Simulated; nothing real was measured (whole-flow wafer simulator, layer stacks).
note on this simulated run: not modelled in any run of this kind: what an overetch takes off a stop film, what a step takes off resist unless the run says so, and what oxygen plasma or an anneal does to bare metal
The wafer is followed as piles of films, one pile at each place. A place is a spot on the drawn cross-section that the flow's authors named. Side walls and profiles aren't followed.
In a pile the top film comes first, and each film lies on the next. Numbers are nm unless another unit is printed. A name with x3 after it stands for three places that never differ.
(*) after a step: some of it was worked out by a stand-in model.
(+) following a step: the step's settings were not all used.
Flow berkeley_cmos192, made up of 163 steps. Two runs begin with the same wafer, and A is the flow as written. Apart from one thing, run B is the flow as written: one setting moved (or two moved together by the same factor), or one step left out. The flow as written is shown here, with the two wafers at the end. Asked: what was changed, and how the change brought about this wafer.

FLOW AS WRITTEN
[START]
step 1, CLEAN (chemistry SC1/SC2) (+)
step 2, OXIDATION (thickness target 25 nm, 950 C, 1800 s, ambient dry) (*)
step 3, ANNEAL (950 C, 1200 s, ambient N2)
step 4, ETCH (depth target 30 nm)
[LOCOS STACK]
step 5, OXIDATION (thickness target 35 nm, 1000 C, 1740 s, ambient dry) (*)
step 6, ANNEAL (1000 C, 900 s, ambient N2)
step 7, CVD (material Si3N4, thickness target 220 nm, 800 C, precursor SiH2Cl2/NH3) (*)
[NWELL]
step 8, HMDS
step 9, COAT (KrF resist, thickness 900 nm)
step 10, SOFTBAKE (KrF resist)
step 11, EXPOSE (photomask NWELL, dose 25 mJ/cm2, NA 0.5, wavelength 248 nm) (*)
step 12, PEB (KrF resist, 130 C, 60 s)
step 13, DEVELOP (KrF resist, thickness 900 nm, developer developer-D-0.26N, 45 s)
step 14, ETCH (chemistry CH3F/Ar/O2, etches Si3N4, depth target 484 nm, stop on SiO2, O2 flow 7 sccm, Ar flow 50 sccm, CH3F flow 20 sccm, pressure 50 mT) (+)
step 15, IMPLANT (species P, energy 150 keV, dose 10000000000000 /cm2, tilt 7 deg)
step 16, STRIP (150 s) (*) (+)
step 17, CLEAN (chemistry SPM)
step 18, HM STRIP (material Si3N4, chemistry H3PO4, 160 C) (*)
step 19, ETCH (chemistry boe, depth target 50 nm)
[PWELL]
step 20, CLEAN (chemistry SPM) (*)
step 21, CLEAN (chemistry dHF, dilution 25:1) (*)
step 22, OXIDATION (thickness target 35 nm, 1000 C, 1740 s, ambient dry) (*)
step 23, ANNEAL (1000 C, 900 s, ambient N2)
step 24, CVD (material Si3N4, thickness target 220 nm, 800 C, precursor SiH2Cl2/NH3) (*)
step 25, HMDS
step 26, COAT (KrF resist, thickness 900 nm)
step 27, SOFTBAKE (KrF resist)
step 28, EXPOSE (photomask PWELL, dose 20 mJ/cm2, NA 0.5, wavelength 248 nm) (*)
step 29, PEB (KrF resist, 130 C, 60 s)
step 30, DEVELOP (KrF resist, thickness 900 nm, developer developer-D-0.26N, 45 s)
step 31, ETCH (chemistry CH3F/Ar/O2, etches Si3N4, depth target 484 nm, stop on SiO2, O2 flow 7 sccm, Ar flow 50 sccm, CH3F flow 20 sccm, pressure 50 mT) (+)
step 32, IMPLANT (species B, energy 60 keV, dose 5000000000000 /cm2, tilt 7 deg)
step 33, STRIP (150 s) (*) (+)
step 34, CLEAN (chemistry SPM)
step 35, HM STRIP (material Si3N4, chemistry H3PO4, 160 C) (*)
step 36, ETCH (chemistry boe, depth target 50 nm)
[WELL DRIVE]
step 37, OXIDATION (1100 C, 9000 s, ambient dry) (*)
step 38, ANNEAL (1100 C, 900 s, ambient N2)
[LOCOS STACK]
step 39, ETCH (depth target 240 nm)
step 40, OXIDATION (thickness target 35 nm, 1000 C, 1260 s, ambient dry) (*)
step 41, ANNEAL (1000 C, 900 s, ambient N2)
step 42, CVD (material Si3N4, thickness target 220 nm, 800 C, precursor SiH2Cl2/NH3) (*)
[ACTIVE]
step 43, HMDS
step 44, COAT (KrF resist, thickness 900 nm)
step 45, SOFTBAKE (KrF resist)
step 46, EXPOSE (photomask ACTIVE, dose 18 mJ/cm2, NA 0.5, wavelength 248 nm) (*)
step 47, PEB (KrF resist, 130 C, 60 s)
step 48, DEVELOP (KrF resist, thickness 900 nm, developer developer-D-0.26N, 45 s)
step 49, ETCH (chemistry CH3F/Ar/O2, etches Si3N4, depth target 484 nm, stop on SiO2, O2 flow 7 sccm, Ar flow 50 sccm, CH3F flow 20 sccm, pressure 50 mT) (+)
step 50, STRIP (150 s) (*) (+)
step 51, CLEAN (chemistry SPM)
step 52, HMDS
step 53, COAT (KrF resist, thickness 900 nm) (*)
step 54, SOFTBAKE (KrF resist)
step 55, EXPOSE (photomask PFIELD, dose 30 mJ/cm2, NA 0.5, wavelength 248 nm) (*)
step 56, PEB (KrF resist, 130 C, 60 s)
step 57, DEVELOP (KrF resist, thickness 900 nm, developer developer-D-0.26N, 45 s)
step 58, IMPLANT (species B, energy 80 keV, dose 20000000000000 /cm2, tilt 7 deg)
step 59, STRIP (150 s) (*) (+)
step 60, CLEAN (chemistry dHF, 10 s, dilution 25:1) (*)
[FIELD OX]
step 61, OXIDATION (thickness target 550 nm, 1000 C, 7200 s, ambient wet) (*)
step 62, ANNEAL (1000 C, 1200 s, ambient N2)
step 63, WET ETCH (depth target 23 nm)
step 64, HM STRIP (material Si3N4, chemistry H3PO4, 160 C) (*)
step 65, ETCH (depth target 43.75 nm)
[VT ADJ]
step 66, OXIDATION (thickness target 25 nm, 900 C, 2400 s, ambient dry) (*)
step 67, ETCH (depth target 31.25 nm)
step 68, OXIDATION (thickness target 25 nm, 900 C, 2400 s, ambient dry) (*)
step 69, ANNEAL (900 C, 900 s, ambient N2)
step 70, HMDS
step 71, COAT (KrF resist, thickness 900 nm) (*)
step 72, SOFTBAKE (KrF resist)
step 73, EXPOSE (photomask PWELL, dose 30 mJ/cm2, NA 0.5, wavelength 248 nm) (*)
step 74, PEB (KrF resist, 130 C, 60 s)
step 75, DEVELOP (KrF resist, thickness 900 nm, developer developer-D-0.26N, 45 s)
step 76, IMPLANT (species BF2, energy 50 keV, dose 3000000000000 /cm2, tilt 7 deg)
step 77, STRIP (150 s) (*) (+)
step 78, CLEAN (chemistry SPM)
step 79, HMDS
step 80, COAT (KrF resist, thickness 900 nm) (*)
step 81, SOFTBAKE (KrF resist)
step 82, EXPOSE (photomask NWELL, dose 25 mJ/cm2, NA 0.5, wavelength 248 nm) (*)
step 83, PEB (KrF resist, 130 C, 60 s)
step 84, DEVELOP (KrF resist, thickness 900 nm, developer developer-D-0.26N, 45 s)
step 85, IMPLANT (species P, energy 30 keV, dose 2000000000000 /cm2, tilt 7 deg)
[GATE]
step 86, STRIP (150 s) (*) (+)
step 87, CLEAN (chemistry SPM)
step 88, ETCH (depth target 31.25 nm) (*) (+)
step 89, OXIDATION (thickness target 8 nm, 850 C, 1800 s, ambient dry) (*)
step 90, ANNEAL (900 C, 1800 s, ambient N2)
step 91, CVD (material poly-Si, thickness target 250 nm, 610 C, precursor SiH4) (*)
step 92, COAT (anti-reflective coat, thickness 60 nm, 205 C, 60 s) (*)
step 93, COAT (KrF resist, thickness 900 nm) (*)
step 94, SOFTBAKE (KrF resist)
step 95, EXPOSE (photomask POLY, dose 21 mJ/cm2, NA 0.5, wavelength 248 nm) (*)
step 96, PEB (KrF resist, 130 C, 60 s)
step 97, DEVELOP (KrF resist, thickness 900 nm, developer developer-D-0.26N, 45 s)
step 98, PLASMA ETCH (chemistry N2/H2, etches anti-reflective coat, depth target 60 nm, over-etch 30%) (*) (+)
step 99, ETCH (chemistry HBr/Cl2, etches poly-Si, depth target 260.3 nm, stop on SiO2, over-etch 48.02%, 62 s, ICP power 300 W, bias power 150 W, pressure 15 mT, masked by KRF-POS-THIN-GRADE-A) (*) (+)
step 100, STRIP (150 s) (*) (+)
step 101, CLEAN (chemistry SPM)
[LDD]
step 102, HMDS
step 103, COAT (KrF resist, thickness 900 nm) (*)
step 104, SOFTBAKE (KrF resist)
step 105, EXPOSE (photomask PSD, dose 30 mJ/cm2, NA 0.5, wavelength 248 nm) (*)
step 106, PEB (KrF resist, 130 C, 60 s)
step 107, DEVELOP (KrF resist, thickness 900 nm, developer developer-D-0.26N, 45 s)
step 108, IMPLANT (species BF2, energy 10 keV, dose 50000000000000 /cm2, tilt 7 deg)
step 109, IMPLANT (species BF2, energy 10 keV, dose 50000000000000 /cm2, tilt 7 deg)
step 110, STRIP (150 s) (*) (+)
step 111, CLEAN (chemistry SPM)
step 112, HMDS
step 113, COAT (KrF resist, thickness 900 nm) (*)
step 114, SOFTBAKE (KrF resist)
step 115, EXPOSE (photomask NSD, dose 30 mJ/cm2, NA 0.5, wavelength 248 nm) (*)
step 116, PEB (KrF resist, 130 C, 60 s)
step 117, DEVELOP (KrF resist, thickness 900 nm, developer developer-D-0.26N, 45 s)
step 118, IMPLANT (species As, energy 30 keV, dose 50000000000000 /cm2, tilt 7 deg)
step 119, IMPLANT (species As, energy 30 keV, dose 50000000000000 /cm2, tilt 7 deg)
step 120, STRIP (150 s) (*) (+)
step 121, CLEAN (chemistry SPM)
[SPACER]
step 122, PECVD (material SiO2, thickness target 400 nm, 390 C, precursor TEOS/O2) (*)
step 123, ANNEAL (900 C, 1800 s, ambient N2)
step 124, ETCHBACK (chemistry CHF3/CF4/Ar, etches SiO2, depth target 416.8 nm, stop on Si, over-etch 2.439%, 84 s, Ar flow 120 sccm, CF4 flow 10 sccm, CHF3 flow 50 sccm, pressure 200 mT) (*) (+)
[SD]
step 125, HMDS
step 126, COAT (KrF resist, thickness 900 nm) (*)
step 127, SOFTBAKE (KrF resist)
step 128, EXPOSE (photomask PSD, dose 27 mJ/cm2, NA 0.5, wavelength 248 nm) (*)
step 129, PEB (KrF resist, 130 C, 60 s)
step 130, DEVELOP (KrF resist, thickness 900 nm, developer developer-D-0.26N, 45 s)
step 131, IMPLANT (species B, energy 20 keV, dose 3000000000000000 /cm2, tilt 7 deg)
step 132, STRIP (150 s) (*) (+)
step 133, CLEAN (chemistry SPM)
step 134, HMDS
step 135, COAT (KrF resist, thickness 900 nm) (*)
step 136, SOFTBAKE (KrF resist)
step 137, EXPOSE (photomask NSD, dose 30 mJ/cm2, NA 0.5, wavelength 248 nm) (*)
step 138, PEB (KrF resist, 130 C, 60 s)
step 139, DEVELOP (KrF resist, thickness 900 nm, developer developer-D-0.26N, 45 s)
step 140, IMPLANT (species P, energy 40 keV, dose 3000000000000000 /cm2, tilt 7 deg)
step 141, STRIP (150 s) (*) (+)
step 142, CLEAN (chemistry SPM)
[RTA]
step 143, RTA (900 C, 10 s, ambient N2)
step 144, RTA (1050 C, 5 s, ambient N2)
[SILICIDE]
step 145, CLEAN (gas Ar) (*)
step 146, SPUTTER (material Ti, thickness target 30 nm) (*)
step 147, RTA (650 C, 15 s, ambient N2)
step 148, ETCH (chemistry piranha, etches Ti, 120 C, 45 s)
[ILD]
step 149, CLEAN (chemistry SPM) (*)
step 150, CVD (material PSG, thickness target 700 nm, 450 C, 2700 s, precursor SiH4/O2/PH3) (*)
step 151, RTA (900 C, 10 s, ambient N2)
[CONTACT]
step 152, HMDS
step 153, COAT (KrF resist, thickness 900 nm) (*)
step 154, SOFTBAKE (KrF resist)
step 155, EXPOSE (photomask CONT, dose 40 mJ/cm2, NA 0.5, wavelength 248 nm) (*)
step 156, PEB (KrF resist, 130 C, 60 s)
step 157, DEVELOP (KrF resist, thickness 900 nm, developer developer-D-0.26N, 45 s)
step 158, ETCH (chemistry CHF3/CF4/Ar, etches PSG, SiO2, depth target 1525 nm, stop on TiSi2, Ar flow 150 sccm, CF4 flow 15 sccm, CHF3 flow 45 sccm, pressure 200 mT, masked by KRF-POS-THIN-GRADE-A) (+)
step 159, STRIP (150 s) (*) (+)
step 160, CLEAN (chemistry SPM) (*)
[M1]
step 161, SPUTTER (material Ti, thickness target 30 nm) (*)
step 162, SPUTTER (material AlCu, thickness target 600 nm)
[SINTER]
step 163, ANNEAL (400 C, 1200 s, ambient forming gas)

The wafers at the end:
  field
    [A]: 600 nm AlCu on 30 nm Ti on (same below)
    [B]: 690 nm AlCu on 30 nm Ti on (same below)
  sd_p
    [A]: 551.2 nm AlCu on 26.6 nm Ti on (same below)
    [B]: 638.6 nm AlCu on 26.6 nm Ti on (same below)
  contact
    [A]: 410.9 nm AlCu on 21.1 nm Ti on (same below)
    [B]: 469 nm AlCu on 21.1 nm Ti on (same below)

The reason: step 162, SPUTTER: thickness target 690 nm was run, though the flow has thickness target 600 nm.
One can read it off the wafer: field has AlCu 690, and step 162 as written asks for 600 nm.

Step by step, how the change led to this:
  step 162, SPUTTER (material AlCu, thickness target 600 nm)
      field, sd_n, spacer_n, gate, spacer_p, gate_p, m1: A AlCu gains 600 (new film) | B AlCu gains 690 (new film)
      sd_p: A AlCu gains 551.2 (new film) | B AlCu gains 638.6 (new film)
      (also at 1 further place)
